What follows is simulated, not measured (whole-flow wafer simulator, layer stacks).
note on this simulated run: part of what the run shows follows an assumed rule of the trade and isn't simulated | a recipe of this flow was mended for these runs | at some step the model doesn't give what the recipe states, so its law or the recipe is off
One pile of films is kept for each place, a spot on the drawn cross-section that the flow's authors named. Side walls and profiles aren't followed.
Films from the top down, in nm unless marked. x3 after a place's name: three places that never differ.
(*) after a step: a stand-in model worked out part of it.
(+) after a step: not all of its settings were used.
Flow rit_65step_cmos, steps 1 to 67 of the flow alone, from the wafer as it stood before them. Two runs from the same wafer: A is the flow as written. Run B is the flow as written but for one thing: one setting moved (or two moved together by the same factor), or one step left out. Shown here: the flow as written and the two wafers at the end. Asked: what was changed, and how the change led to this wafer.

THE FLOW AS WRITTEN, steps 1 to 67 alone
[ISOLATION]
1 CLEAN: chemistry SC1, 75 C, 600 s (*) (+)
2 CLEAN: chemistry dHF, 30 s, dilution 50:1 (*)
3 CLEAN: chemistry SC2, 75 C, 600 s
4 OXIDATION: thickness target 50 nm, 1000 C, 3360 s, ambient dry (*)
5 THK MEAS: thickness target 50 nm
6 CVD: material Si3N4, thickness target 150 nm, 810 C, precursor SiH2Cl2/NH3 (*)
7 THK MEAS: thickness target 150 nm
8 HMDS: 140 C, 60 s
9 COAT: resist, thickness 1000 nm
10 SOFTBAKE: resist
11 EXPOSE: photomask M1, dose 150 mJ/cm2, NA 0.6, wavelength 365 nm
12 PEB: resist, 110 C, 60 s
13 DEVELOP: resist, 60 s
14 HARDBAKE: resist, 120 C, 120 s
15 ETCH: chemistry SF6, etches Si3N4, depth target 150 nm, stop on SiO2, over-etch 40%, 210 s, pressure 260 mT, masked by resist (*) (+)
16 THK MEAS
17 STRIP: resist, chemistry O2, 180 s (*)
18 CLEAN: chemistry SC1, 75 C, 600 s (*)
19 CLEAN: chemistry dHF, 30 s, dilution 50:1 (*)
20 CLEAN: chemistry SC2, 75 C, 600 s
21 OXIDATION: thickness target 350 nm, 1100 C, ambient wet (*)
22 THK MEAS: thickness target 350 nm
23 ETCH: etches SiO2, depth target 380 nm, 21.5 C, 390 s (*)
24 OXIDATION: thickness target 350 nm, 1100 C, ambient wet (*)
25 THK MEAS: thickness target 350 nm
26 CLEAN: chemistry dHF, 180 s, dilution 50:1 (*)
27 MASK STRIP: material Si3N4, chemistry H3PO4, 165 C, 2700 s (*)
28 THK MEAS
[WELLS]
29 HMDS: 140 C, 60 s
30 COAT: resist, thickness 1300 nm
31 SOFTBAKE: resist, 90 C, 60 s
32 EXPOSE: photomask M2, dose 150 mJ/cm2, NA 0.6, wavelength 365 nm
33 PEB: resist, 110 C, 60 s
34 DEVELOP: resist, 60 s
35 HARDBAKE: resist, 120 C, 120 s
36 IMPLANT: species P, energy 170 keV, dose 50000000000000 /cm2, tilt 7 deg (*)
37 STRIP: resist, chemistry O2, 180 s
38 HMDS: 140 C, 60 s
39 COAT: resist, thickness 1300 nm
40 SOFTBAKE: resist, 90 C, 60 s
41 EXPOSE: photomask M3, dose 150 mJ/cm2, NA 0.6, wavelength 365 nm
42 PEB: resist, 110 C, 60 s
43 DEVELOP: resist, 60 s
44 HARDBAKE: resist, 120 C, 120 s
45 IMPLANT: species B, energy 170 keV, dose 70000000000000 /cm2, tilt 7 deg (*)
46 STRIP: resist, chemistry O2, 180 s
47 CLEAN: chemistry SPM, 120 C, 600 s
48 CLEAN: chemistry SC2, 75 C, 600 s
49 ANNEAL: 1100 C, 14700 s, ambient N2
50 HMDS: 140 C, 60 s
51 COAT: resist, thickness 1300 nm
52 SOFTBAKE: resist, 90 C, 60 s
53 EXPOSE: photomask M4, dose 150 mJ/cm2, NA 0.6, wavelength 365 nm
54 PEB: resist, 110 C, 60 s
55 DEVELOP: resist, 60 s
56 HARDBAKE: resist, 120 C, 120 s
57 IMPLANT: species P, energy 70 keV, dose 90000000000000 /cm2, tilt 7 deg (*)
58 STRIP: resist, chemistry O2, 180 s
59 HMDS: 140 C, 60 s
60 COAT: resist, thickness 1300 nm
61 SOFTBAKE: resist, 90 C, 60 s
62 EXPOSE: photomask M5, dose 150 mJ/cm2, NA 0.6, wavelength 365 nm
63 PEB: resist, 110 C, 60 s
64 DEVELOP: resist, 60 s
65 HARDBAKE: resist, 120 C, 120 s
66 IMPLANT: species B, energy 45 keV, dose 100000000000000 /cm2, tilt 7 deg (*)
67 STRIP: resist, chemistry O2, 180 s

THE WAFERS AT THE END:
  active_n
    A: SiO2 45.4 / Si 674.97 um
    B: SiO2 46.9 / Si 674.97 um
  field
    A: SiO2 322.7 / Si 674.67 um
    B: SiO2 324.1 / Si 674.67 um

The cause: step 27, MASK STRIP: 2329 s was run, where the flow has 2700 s.

How the change led to this, step by step:
  27 MASK STRIP: material Si3N4, chemistry H3PO4, 165 C, 2700 s (*)
      active_n, active_p, gate_n and 7 more: A Si3N4 -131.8 (all of it), SiO2 -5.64 | B Si3N4 -131.8 (all of it), SiO2 -4.17
      field, field_pw, field_nw, field_p: A SiO2 -10.7 | B SiO2 -9.21
